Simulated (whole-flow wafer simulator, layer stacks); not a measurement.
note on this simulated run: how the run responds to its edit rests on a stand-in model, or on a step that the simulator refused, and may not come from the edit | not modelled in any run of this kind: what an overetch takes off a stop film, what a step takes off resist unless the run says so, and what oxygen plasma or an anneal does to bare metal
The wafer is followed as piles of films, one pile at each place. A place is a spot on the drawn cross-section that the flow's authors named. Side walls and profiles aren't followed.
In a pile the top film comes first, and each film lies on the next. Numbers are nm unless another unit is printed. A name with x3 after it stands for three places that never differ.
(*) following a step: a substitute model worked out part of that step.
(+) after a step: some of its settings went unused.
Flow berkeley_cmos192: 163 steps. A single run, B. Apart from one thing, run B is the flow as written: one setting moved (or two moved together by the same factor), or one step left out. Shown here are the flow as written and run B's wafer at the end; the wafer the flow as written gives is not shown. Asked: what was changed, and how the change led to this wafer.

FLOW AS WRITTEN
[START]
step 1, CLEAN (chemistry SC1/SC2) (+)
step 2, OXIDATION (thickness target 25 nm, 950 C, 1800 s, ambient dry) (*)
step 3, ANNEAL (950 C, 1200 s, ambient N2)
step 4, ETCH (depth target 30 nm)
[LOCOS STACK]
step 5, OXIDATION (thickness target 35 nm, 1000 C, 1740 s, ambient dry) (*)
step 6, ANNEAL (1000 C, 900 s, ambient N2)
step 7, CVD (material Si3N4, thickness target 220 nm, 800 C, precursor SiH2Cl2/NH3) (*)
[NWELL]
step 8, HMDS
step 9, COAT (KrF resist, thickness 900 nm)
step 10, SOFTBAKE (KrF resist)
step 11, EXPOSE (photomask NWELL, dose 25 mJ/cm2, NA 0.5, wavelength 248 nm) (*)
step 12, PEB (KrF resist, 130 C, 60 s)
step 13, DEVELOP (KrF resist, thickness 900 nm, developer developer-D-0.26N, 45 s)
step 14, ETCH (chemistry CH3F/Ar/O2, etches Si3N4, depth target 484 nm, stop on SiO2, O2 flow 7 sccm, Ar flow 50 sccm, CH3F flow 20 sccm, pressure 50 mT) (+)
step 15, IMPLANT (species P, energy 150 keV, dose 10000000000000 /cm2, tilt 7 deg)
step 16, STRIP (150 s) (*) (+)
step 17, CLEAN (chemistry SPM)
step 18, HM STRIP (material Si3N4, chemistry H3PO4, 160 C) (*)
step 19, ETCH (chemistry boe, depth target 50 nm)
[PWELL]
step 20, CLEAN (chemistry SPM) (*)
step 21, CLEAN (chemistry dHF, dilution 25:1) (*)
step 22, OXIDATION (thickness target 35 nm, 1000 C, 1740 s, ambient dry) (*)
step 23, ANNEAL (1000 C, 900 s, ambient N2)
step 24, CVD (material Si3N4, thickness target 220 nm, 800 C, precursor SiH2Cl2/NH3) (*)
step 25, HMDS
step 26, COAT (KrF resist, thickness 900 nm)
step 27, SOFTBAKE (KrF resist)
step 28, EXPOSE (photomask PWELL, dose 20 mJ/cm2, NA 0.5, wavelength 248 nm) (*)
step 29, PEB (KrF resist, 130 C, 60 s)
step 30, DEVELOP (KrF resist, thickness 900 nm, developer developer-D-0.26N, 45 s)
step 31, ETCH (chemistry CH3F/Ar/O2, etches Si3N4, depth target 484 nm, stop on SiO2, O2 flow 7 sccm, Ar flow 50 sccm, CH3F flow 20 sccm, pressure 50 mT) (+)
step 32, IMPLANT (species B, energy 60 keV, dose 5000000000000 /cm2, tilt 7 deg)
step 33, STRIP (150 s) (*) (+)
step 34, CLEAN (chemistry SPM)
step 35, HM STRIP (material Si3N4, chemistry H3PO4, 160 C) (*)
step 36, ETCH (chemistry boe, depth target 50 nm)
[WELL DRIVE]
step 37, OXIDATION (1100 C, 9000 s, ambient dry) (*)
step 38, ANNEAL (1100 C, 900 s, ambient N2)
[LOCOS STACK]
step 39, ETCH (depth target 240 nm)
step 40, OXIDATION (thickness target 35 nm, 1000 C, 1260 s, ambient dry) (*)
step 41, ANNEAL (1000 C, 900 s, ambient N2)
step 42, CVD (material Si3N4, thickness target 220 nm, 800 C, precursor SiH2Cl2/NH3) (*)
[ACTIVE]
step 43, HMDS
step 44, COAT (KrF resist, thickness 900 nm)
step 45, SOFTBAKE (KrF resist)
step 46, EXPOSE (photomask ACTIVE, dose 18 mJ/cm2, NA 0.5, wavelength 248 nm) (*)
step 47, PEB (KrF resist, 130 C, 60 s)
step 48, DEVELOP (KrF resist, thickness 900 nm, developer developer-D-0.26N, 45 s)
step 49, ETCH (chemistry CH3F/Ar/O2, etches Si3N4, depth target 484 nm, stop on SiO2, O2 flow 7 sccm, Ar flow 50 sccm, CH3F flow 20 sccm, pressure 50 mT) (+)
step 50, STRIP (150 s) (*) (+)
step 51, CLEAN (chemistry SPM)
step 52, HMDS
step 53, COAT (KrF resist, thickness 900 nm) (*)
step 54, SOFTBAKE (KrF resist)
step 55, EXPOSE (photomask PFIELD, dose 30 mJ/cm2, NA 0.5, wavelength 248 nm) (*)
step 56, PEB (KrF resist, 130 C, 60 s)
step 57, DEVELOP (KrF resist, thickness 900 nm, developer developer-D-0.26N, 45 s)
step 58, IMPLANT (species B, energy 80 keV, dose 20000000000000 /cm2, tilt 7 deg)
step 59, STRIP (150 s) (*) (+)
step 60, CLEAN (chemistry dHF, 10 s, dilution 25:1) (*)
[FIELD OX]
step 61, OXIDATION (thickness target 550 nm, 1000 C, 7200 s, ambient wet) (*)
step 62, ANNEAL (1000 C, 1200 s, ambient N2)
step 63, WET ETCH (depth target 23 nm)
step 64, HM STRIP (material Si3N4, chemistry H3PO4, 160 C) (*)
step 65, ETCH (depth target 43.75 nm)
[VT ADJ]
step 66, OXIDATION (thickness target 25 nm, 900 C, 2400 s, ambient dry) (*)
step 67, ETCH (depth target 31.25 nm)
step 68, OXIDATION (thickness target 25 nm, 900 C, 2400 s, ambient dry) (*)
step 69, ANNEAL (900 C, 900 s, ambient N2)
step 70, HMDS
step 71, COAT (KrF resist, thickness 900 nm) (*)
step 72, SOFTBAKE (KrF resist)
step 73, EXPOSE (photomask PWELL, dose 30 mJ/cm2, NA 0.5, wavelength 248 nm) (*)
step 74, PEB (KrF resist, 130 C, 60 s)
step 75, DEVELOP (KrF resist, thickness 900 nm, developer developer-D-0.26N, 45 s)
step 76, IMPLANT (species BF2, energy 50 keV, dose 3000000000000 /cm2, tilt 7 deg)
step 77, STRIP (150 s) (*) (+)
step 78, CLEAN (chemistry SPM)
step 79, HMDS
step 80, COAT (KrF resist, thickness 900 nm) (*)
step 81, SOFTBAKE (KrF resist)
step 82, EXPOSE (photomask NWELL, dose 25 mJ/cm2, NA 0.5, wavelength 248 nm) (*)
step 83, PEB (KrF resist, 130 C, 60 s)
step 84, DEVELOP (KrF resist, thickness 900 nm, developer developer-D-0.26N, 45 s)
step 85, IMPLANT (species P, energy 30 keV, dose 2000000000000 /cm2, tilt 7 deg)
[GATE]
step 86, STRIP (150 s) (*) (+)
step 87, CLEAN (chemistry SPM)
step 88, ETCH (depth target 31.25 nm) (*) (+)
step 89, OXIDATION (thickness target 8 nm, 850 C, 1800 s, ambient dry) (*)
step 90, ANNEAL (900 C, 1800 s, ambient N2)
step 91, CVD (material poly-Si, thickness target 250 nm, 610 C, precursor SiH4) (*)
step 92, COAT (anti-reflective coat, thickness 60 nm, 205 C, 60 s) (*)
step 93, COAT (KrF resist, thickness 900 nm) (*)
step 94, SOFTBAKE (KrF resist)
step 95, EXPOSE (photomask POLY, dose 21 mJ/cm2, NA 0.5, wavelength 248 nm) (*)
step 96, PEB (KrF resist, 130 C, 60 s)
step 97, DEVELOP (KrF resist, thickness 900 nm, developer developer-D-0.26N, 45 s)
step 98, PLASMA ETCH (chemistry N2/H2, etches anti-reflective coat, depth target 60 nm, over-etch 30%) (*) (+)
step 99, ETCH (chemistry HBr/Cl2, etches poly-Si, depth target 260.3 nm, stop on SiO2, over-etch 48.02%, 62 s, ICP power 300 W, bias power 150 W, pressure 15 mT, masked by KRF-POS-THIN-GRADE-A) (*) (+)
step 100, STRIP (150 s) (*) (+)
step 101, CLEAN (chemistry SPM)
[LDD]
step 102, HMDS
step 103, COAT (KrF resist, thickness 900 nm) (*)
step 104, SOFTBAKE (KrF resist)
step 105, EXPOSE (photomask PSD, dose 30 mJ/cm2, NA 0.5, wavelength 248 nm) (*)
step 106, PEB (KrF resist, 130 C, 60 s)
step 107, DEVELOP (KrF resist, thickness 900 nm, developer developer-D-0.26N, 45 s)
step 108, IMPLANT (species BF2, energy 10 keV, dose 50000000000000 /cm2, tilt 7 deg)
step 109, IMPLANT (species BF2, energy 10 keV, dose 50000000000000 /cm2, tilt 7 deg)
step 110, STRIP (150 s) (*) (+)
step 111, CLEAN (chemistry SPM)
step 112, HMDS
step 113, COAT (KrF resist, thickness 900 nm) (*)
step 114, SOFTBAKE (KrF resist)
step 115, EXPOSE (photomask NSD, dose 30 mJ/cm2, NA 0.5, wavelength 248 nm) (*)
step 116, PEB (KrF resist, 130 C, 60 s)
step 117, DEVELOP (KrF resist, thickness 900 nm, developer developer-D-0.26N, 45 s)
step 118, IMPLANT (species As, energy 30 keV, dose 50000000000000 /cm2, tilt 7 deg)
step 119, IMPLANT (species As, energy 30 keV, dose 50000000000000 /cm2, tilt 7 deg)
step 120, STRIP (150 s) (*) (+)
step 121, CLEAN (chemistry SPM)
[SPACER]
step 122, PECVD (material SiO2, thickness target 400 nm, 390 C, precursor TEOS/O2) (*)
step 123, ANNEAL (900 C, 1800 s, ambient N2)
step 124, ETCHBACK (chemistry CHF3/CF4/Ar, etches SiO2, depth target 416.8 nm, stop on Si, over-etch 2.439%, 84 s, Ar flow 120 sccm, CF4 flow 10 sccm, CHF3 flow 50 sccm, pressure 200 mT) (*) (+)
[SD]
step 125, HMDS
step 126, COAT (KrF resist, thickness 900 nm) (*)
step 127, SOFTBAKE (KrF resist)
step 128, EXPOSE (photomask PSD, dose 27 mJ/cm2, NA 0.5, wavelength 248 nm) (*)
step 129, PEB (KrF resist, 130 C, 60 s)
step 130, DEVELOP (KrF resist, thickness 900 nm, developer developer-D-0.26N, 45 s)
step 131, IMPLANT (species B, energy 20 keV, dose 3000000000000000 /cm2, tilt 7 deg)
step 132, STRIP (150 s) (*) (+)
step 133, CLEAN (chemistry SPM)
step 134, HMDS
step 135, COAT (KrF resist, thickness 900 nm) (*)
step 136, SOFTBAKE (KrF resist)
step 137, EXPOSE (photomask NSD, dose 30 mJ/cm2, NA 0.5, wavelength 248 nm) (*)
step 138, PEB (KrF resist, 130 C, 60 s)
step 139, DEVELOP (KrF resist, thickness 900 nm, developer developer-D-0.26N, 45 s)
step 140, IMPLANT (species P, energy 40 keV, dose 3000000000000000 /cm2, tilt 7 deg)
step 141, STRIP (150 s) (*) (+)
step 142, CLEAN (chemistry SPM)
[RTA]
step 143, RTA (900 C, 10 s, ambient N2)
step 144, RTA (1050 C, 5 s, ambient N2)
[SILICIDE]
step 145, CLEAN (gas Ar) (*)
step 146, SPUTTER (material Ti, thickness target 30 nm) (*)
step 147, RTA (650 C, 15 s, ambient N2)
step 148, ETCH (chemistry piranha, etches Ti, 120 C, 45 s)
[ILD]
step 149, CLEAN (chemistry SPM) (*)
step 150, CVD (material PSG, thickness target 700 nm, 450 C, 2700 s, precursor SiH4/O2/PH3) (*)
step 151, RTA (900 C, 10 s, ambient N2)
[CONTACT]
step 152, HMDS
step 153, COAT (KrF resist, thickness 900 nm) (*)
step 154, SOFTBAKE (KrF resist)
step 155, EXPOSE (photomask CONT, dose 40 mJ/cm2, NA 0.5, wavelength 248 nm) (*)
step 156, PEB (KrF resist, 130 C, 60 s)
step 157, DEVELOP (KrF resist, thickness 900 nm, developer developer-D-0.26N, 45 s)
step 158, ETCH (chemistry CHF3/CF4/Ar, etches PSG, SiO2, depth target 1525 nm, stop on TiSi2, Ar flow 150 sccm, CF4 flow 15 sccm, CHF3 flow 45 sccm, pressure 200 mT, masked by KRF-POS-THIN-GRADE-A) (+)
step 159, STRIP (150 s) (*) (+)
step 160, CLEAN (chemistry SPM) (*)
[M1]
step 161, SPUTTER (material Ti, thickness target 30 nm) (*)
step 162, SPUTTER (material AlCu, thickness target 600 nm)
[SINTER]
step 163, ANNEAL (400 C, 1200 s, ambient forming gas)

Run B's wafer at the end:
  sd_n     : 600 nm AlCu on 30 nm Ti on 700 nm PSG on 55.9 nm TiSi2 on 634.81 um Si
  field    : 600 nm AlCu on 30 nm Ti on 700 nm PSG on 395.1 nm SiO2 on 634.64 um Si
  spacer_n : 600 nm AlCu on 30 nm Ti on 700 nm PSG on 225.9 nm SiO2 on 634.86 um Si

Cause: step 18, HM STRIP: material Si3N4, chemistry H3PO4, 160 C (*), was omitted.

How this came from the change, step by step:
  step 19, ETCH (chemistry boe, depth target 50 nm)
      field, sd_n, spacer_n, gate, contact, m1: nothing (it would be, as written: SiO2 loses 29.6 (all of it))
      sd_p, spacer_p, gate_p: SiO2 loses 28 (all of it) (it would be, as written: SiO2 loses 18.5 (all of it))
  step 20, CLEAN (chemistry SPM) (*)
      field, sd_n, spacer_n, gate, contact, m1: nothing (it would be, as written: chemical SiO2 gains 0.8 (new film), Si loses 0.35)
  step 21, CLEAN (chemistry dHF, dilution 25:1) (*)
      field, sd_n, spacer_n, gate, contact, m1: Si3N4 loses 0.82 (it would be, as written: chemical SiO2 loses 0.8 (all of it))
  step 22, OXIDATION (thickness target 35 nm, 1000 C, 1740 s, ambient dry) (*)
      field, sd_n, spacer_n, gate, contact, m1: nothing (it would be, as written: SiO2 gains 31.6 (new film), Si loses 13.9)
  step 24, CVD (material Si3N4, thickness target 220 nm, 800 C, precursor SiH2Cl2/NH3) (*)
      field, sd_n, spacer_n, gate, contact, m1: Si3N4 gains 220 (it would be, as written: Si3N4 gains 220 (new film))
  step 26, COAT (KrF resist, thickness 900 nm)
      sd_p: KrF resist gains 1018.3 (new film) (it would be, as written: KrF resist gains 900 (new film))
      spacer_p: KrF resist gains 995.6 (new film) (it would be, as written: KrF resist gains 900 (new film))
      (and at 1 other place as well)
  step 31, ETCH (chemistry CH3F/Ar/O2, etches Si3N4, depth target 484 nm, stop on SiO2, O2 flow 7 sccm, Ar flow 50 sccm, CH3F flow 20 sccm, pressure 50 mT) (+)
      field, sd_n, spacer_n, gate, contact: Si3N4 loses 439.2 (all of it), SiO2 loses 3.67 (it would be, as written: Si3N4 loses 220 (all of it), SiO2 loses 3.67)
      sd_p, spacer_p, gate_p, m1: KrF resist loses 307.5 (it would be, as written: KrF resist loses 161.3)
  step 33, STRIP (150 s) (*) (+)
      sd_p: KrF resist loses 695 (all of it) (it would be, as written: KrF resist loses 723 (all of it))
      spacer_p: KrF resist loses 672.4 (all of it) (it would be, as written: KrF resist loses 723 (all of it))
      (and at 2 other places as well)
  step 35, HM STRIP (material Si3N4, chemistry H3PO4, 160 C) (*)
      field, sd_n, spacer_n, gate, contact: SiO2 loses 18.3 (it would be, as written: SiO2 loses 9.42)
      m1: Si3N4 loses 439.2 (all of it), SiO2 loses 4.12 (it would be, as written: Si3N4 loses 220 (all of it), SiO2 loses 2.06)
  step 36, ETCH (chemistry boe, depth target 50 nm)
      field, sd_n, spacer_n, gate, contact: SiO2 loses 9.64 (all of it) (it would be, as written: SiO2 loses 18.5 (all of it))
      m1: SiO2 loses 27.5 (all of it) (it would be, as written: SiO2 loses 29.6 (all of it))
  step 61, OXIDATION (thickness target 550 nm, 1000 C, 7200 s, ambient wet) (*)
      sd_p: SiO2 gains 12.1 (new film), Si3N4 loses 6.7 (it would be, as written: SiO2 gains 12.1 (new film), Si3N4 loses 6.7, SiO2 gains 0.06, Si loses 0.06)
  step 92, COAT (anti-reflective coat, thickness 60 nm, 205 C, 60 s) (*)
      sd_p: anti-reflective coat gains 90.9 (new film) (it would be, as written: anti-reflective coat gains 88.6 (new film))
      spacer_p: anti-reflective coat gains 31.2 (new film) (it would be, as written: anti-reflective coat gains 33.6 (new film))
      (and at 1 other place as well)
  step 98, PLASMA ETCH (chemistry N2/H2, etches anti-reflective coat, depth target 60 nm, over-etch 30%) (*) (+)
      sd_p: anti-reflective coat loses 90.9 (all of it), poly-Si loses 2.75 (it would be, as written: anti-reflective coat loses 88.6 (all of it), poly-Si loses 2.81)
      spacer_p: anti-reflective coat loses 31.2 (all of it), poly-Si loses 4.28 (it would be, as written: anti-reflective coat loses 33.6 (all of it), poly-Si loses 4.22)
  step 100, STRIP (150 s) (*) (+)
      gate_p: chemical SiO2 gains 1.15 (new film), KrF resist loses 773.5 (all of it), anti-reflective coat loses 28.6 (all of it), poly-Si loses 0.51 (it would be, as written: chemical SiO2 gains 1.15 (new film), KrF resist loses 765.1 (all of it), anti-reflective coat loses 31 (all of it), poly-Si loses 0.51)
  step 147, RTA (650 C, 15 s, ambient N2)
      sd_p: Ti loses 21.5, TiSi first gains 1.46 (new film), TiSi2 C49 gains 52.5 (new film), Si loses 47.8 (it would be, as written: Ti loses 21.9, TiSi first gains 2.35 (new film), TiSi2 C49 gains 52.1 (new film), Si loses 48.1)
  step 151, RTA (900 C, 10 s, ambient N2)
      sd_p: under 1 film: TiSi2 gains 51.3 (new film), TiSi first loses 1.36 (all of it), TiSi2 C49 loses 52.5 (all of it), Si loses 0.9 (it would be, as written: under 1 film: TiSi2 gains 52.2 (new film), TiSi first loses 2.25 (all of it), TiSi2 C49 loses 52.1 (all of it), Si loses 1.5)
